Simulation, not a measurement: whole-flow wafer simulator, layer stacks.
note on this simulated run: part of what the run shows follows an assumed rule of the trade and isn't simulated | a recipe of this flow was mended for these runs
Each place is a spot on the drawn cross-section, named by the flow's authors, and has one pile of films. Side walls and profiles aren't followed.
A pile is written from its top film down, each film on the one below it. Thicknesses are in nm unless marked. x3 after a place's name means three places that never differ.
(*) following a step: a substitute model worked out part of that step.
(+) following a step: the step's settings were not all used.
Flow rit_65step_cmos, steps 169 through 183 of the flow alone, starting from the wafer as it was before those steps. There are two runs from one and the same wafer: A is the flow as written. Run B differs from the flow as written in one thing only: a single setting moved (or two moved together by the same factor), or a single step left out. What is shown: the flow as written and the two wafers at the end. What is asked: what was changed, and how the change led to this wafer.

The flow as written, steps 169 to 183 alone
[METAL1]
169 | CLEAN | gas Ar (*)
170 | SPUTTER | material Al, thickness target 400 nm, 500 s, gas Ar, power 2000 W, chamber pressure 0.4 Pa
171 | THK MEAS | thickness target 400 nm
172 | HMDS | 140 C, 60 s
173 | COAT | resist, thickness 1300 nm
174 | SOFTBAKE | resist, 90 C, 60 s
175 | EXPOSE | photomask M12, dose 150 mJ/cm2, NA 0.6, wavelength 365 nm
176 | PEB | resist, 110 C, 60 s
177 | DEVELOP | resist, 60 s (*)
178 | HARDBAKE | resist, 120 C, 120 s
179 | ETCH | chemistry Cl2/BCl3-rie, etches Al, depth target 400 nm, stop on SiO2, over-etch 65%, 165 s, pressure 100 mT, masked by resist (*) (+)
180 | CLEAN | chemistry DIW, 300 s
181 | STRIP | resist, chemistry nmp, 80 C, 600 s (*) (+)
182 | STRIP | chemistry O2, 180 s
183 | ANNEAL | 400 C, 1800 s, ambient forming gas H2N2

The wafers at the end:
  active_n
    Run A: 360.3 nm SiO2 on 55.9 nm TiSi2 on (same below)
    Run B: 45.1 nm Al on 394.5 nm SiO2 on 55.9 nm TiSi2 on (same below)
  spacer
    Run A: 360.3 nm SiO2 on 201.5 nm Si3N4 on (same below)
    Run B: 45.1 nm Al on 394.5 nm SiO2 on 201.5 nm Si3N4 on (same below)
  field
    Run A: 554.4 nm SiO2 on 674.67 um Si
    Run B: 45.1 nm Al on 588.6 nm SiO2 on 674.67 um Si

What caused this: step 179, ETCH: depth target 207 nm was run, whereas the flow has depth target 400 nm; step 179, ETCH: 85 s was run, where the flow has 165 s.

The path from the change to this, step by step:
  179 | ETCH | chemistry Cl2/BCl3-rie, etches Al, depth target 400 nm, stop on SiO2, over-etch 65%, 165 s, pressure 100 mT, masked by resist (*) (+)
      field, field_pw, field_nw and 9 more: A Al loses 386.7 (all of it), SiO2 loses 34.2 | B Al loses 341.6
      contact, m1: A resist loses 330 | B resist loses 170.8
  181 | STRIP | resist, chemistry nmp, 80 C, 600 s (*) (+)
      contact: A resist loses 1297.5 (all of it) | B resist loses 1456.7 (all of it)
      m1: A resist loses 818.2 (all of it) | B resist loses 977.4 (all of it)
Taking metal films that touch as one body, active_n has 1 body; the flow as written gives 0 bodies.
Taking metal films that touch as one body, spacer has 1 body; the flow as written gives 0 bodies.
Taking metal films that touch as one body, field has 1 body; the flow as written gives 0 bodies.
